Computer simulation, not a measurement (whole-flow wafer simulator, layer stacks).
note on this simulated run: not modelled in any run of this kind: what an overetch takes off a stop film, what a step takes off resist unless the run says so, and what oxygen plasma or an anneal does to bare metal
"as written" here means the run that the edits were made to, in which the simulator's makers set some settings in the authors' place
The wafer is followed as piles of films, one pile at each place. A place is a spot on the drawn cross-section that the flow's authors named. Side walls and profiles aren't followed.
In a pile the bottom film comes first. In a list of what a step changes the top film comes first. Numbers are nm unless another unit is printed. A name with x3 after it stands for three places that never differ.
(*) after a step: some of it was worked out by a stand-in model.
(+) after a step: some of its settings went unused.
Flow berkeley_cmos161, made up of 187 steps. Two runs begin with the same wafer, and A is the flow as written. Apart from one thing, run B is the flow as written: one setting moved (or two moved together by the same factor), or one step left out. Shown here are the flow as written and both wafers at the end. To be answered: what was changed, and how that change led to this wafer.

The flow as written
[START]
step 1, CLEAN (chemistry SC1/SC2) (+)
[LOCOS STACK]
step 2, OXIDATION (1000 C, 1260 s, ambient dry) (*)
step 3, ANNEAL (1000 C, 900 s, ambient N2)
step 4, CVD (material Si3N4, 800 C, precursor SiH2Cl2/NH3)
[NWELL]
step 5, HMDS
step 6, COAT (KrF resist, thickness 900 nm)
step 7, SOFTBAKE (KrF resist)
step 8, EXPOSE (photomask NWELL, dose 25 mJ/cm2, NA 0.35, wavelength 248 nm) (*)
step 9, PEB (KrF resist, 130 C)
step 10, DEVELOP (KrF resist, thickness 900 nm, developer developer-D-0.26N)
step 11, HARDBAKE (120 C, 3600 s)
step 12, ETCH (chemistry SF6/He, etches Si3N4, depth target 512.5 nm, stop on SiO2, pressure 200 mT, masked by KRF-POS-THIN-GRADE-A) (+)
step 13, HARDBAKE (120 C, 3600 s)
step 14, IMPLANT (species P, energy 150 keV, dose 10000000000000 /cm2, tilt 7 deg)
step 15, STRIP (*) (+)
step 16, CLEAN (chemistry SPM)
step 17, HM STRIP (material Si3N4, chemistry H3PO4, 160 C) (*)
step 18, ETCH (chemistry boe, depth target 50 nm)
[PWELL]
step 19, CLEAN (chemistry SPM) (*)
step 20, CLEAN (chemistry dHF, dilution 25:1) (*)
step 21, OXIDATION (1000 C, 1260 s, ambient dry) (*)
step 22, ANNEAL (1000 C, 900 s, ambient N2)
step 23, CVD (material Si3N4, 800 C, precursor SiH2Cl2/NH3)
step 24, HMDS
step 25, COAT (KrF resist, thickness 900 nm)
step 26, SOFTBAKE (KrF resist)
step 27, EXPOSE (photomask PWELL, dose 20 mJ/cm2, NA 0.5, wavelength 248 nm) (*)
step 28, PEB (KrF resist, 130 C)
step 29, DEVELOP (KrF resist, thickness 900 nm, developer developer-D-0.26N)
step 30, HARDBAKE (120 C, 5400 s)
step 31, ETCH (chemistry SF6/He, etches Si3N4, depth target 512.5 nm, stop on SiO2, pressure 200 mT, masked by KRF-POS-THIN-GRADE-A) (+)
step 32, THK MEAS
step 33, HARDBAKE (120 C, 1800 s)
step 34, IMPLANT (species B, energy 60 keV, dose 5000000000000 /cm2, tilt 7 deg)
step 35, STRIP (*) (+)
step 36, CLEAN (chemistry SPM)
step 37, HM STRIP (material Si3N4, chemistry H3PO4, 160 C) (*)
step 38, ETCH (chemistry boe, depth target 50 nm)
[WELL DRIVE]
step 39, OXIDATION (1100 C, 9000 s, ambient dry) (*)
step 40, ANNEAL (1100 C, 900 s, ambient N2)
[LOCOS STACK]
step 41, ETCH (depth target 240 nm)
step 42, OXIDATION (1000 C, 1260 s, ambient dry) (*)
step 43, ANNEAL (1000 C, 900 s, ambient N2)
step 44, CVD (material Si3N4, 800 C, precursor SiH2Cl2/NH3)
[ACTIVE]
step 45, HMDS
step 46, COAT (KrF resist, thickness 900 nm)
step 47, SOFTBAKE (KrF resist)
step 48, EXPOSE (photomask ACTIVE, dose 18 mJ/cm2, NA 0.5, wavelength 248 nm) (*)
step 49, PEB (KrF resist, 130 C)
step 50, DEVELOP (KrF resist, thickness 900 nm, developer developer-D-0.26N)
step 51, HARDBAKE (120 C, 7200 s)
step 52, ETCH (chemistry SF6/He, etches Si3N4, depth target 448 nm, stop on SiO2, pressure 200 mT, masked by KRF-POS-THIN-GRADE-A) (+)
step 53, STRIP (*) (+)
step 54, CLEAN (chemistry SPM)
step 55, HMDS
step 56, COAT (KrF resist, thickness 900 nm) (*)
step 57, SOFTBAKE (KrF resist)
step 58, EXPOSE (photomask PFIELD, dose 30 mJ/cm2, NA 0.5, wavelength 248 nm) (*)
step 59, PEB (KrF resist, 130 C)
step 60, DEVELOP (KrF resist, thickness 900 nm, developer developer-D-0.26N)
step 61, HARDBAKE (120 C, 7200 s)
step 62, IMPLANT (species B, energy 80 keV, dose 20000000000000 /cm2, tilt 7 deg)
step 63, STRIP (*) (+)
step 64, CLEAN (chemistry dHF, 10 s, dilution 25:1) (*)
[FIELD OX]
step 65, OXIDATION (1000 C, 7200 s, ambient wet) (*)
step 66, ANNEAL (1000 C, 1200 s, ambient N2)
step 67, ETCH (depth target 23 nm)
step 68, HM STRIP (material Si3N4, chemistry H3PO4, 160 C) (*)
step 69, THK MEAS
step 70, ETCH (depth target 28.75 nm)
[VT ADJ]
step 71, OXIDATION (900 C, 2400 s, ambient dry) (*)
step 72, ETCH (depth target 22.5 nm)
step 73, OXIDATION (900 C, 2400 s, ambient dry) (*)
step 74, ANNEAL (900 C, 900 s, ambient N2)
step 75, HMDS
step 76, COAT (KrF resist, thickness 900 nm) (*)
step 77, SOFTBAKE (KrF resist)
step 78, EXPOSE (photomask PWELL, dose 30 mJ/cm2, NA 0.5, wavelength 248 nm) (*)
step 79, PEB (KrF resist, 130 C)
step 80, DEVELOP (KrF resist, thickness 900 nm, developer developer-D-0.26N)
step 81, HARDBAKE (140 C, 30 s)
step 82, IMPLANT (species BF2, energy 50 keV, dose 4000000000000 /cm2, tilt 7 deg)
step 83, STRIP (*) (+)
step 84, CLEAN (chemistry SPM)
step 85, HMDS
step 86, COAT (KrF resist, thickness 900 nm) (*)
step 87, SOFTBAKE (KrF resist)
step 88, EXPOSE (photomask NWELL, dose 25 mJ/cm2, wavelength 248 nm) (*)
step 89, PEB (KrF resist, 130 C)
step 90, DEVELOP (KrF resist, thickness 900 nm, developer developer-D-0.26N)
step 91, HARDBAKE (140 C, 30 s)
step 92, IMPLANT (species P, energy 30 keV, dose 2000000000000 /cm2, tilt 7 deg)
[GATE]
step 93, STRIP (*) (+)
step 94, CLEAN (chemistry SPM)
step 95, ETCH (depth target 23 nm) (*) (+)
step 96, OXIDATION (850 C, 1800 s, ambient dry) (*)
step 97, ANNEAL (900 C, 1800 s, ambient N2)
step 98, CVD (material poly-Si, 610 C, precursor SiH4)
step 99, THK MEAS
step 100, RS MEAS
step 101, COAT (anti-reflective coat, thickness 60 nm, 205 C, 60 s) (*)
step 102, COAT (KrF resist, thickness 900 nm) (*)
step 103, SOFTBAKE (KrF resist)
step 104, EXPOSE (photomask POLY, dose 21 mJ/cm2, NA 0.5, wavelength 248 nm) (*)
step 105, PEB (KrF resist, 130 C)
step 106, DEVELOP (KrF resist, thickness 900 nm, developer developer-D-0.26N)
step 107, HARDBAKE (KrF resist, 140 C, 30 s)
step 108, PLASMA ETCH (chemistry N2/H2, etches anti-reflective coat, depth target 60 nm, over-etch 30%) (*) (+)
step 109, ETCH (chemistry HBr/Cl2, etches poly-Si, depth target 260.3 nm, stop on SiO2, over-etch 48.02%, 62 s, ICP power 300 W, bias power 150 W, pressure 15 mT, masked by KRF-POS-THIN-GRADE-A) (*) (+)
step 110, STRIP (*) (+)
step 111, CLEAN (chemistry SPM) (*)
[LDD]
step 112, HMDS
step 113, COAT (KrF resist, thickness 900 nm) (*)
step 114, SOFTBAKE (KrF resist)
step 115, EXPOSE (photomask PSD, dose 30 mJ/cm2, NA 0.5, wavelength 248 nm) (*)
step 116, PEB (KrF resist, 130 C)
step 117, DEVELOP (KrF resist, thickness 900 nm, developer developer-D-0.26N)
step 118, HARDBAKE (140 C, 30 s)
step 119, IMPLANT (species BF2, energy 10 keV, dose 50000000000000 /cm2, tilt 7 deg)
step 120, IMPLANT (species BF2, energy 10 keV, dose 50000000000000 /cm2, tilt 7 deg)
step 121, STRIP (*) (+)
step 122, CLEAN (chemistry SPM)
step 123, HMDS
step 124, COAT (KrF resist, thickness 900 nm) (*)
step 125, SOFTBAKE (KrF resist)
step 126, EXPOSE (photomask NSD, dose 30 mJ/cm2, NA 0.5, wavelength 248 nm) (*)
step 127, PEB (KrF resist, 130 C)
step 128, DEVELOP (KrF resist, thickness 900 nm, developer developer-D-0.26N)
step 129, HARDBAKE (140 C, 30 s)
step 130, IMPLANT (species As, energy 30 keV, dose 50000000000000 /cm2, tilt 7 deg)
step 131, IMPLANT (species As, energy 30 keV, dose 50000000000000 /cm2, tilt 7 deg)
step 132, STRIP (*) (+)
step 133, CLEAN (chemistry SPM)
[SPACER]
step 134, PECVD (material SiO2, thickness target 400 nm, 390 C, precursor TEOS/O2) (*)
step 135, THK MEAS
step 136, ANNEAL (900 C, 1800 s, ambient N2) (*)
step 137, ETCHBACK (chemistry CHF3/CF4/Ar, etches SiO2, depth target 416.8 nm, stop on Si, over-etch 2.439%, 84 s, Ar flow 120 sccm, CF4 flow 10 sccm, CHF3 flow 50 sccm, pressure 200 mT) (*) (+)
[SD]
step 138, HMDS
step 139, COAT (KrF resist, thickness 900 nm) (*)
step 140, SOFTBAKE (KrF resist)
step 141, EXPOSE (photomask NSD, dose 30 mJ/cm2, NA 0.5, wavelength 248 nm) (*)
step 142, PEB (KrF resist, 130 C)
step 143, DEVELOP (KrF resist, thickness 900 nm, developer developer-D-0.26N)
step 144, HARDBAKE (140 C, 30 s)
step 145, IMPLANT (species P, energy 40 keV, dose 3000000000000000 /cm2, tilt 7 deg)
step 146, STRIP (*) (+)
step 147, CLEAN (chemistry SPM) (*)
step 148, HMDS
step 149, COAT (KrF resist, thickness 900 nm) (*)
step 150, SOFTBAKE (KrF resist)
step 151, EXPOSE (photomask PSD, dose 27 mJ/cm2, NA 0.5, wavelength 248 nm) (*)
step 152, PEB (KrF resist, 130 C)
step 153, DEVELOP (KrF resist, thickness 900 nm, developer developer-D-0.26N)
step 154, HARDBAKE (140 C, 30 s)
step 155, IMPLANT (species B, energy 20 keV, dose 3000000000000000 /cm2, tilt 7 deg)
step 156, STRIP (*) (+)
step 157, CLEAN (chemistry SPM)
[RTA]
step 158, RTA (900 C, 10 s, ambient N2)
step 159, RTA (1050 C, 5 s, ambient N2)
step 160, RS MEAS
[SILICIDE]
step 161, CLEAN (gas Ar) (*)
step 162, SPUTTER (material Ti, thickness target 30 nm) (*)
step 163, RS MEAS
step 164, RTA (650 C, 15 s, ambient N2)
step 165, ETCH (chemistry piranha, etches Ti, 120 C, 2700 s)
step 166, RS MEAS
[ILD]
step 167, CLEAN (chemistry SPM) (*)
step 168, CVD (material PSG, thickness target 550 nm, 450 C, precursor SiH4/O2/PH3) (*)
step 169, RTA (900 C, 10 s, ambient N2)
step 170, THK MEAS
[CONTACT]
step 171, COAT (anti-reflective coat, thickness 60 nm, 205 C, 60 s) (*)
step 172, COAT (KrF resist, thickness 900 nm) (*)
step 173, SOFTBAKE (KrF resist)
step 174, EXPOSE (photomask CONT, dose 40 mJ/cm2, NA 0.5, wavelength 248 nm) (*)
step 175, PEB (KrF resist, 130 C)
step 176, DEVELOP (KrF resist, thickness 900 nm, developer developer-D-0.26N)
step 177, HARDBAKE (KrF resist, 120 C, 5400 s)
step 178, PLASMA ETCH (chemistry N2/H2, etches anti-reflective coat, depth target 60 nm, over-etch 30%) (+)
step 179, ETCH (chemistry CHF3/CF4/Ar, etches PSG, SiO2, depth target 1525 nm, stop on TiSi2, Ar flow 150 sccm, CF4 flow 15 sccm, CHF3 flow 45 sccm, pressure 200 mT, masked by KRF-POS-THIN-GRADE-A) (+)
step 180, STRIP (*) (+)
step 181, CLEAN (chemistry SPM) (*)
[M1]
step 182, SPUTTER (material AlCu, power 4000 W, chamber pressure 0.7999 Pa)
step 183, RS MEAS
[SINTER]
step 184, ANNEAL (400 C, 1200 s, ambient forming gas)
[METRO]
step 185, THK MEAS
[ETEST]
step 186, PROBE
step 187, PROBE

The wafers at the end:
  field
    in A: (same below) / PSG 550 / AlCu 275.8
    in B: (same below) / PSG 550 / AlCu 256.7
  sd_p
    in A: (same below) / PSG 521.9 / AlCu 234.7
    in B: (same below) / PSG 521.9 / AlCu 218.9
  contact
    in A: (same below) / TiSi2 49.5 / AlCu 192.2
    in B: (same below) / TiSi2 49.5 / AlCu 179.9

The reason: step 182, SPUTTER: chamber pressure 0.9571 Pa was run, though the flow has chamber pressure 0.7999 Pa.

How this came from the change, step by step:
  step 182, SPUTTER (material AlCu, power 4000 W, chamber pressure 0.7999 Pa)
      field, sd_n, spacer_n, gate_n, spacer_p, gate_p, m1: A +275.8 AlCu (new film) | B +256.7 AlCu (new film)
      sd_p: A +234.7 AlCu (new film) | B +218.9 AlCu (new film)
      (also at 1 further place)
